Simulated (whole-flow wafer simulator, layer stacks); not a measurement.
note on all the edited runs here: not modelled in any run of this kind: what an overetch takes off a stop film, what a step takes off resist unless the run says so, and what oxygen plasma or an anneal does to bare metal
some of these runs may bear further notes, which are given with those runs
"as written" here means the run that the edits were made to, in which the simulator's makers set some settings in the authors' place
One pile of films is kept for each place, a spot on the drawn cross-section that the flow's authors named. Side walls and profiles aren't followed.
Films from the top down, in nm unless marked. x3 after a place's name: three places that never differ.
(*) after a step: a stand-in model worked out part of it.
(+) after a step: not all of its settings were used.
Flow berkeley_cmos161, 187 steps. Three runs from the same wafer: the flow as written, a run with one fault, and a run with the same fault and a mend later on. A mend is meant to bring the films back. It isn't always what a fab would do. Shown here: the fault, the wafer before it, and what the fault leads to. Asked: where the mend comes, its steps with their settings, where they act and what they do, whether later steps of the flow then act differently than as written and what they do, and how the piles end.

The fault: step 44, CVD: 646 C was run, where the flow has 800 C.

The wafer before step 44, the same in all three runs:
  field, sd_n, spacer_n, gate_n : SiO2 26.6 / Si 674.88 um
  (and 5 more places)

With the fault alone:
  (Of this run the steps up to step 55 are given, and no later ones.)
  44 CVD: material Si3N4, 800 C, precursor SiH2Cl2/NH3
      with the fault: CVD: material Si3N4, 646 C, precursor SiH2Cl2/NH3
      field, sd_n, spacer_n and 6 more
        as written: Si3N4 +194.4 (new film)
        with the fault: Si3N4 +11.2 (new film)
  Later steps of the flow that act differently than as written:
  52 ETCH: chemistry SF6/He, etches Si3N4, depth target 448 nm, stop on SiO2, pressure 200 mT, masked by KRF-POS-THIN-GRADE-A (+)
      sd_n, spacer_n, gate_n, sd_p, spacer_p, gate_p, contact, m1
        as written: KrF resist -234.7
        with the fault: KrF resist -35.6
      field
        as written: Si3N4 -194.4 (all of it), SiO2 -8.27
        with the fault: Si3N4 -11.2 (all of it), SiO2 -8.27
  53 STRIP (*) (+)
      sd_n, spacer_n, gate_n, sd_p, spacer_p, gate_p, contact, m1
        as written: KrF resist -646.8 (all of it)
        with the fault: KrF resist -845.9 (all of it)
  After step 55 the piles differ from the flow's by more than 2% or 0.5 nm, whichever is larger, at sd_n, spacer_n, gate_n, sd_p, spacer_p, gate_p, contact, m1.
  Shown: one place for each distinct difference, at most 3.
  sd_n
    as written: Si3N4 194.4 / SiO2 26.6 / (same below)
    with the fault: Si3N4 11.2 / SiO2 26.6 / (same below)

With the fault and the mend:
  The mend comes after step 44.
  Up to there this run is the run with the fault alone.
  44a ETCH: chemistry h3po4, depth target 12.92 nm
      field, sd_n, spacer_n and 6 more
        Si3N4 -11.2 (all of it)
  44b CLEAN: chemistry SPM (the flow's step 36 once more)
      changes no film at any place that is followed
  44c CVD: material Si3N4, 800 C, precursor SiH2Cl2/NH3 (the flow's step 44 once more)
      field, sd_n, spacer_n and 6 more
        Si3N4 +194.4 (new film)
  No later step of the flow acts differently than as written at any place that is followed.
  At the end the piles are the same as the flow's at every place that both follow.
